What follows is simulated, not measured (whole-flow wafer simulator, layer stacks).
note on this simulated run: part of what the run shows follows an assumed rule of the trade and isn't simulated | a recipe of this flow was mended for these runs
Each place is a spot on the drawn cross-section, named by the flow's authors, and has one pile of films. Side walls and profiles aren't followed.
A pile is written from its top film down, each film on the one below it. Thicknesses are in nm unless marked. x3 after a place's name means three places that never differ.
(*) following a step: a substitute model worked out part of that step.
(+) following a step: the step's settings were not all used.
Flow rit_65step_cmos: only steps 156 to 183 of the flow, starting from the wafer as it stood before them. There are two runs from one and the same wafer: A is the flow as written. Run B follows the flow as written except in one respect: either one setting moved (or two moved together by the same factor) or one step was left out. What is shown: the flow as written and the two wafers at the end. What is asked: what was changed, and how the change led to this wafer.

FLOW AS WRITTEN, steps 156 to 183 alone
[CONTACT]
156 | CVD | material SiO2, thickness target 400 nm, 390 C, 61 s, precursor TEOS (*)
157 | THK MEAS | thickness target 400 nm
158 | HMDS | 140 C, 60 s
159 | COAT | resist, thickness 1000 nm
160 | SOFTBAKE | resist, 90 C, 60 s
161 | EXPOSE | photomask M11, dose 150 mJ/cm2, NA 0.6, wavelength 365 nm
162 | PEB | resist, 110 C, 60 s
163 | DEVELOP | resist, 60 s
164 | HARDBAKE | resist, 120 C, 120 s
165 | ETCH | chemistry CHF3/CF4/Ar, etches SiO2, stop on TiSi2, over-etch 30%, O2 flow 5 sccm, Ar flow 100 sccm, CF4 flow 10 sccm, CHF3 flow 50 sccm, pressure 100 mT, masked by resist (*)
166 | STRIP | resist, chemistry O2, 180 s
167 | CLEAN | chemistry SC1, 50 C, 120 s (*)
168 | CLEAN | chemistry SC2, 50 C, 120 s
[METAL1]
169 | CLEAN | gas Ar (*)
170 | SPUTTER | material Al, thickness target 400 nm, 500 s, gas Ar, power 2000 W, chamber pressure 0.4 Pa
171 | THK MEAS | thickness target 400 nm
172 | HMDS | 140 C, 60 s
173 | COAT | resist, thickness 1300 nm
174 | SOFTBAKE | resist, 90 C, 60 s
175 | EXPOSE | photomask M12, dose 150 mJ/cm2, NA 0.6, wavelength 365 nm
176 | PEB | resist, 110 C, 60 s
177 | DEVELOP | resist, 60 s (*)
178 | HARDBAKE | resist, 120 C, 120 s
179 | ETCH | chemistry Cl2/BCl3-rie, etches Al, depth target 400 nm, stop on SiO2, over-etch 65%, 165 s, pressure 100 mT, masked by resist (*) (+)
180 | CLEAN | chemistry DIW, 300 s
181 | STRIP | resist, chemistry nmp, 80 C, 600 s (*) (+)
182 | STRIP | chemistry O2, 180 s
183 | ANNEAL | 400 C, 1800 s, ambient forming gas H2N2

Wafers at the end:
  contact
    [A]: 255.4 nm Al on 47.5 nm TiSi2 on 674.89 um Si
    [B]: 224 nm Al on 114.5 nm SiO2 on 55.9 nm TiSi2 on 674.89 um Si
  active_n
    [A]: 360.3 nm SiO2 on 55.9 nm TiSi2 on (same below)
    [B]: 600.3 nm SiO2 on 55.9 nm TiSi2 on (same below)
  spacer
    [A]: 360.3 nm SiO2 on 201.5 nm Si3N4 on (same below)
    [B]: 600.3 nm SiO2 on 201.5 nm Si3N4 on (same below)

What caused this: step 156, CVD: thickness target 640 nm was run, though the flow has thickness target 400 nm; step 156, CVD: 98 s was run, where the flow has 61 s.

How this came from the change, step by step:
  156 | CVD | material SiO2, thickness target 400 nm, 390 C, 61 s, precursor TEOS (*)
      active_n, active_p, gate_n and 7 more: A SiO2 gains 400 (new film) | B SiO2 gains 640 (new film)
      field, field_pw, field_nw, field_p: A SiO2 gains 400 | B SiO2 gains 640
  165 | ETCH | chemistry CHF3/CF4/Ar, etches SiO2, stop on TiSi2, over-etch 30%, O2 flow 5 sccm, Ar flow 100 sccm, CF4 flow 10 sccm, CHF3 flow 50 sccm, pressure 100 mT, masked by resist (*)
      contact: A SiO2 loses 400 (all of it), TiSi2 loses 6 | B SiO2 loses 520
  169 | CLEAN | gas Ar (*)
      contact: A TiSi2 loses 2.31 | B SiO2 loses 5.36
  170 | SPUTTER | material Al, thickness target 400 nm, 500 s, gas Ar, power 2000 W, chamber pressure 0.4 Pa
      contact: A Al gains 255.4 (new film) | B Al gains 224 (new film)
  173 | COAT | resist, thickness 1300 nm
      contact: A resist gains 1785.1 (new film) | B resist gains 1912.6 (new film)
  176 | PEB | resist, 110 C, 60 s
      contact: A resist loses 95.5 | B resist loses 102.7
  178 | HARDBAKE | resist, 120 C, 120 s
      contact: A resist loses 62.1 | B resist loses 67.2
  181 | STRIP | resist, chemistry nmp, 80 C, 600 s (*) (+)
      contact: A resist loses 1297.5 (all of it) | B resist loses 1412.7 (all of it)
